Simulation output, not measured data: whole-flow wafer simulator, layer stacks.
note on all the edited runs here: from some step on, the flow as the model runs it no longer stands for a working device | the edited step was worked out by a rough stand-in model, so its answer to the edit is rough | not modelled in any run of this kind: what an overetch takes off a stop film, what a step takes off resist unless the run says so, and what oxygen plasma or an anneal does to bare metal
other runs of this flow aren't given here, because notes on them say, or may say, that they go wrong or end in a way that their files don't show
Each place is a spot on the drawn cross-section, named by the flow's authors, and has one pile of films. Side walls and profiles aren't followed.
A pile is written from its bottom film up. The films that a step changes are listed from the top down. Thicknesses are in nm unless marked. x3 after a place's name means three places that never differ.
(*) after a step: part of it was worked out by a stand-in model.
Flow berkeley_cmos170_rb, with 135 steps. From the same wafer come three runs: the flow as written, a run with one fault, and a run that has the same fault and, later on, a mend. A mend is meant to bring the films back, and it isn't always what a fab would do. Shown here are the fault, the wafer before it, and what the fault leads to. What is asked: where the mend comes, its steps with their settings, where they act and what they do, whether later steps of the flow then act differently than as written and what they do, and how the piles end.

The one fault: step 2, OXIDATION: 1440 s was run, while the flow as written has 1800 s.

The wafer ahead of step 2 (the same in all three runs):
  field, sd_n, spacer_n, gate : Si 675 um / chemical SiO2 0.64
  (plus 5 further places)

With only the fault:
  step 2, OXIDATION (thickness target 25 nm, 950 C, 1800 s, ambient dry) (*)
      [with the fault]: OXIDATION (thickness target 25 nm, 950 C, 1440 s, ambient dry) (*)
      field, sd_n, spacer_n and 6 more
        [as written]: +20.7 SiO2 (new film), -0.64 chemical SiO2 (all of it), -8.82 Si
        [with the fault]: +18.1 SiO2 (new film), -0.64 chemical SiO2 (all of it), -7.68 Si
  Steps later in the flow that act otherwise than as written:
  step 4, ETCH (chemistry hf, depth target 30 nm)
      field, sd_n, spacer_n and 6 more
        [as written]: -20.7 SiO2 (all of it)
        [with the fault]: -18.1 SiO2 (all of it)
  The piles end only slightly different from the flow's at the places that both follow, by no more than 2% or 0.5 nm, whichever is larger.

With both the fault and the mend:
  After step 2 comes the mend.
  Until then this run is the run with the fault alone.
  step 2a, OXIDATION (thickness target 25 nm, 950 C, 360 s, ambient dry) (*) (the flow's step 2, run once more with other settings)
      field, sd_n, spacer_n and 6 more
        +2.6 SiO2, -1.15 Si
  None of the later steps of the flow acts differently than as written at any place that is followed.
  The piles end the same as the flow's at every place that both follow.
